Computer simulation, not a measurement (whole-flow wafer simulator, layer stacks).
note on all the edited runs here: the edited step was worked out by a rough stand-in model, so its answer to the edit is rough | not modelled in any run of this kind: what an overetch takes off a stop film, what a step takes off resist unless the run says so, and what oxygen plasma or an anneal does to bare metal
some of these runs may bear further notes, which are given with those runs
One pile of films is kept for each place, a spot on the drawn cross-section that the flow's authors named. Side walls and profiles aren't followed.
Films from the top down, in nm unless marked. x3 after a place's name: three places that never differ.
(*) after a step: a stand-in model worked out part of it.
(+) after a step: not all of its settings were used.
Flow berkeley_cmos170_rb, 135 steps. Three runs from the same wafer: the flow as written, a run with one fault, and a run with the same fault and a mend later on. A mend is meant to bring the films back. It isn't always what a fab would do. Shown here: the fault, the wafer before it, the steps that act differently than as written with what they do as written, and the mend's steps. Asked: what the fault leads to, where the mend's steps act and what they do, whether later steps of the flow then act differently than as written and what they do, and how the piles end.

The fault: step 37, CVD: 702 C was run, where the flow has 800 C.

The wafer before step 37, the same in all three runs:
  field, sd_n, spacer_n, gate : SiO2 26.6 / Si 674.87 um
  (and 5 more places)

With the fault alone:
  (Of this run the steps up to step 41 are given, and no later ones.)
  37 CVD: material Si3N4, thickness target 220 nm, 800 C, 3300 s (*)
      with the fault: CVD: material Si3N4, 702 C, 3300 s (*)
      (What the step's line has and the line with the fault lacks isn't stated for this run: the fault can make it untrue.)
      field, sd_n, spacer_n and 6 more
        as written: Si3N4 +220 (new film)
        with the fault: Si3N4 +37.7 (new film)
  No later step of the flow up to step 41 acts differently than as written at any place that is followed.
  After step 41 the piles differ from the flow's by more than 2% or 0.5 nm, whichever is larger, at field, sd_n, spacer_n and 6 more.
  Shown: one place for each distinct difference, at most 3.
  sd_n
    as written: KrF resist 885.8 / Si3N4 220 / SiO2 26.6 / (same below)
    with the fault: KrF resist 885.8 / Si3N4 37.7 / SiO2 26.6 / (same below)
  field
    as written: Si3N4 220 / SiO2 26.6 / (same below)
    with the fault: Si3N4 37.7 / SiO2 26.6 / (same below)

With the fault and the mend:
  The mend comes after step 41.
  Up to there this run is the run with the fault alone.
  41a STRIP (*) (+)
      sd_n, spacer_n, gate, sd_p, spacer_p, gate_p, contact, m1
        KrF resist -885.8 (all of it)
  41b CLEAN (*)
      changes no film at any place that is followed
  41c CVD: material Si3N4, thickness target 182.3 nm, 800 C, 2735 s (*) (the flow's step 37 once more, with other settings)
      field, sd_n, spacer_n and 6 more
        Si3N4 +182.3
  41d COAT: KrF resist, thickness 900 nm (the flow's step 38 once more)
      field, sd_n, spacer_n and 6 more
        KrF resist +900 (new film)
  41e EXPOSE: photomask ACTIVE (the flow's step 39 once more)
      changes no film at any place that is followed
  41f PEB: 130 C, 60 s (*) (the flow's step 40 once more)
      changes no film at any place that is followed
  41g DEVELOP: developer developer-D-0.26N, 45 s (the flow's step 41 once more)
      sd_n, spacer_n, gate, sd_p, spacer_p, gate_p, contact, m1
        KrF resist -14.2
      field
        KrF resist -900 (all of it)
  No later step of the flow acts differently than as written, at any place that is followed, by more than 2% or 0.5 nm, whichever is larger.
  At the end the piles are the same as the flow's at every place that both follow.
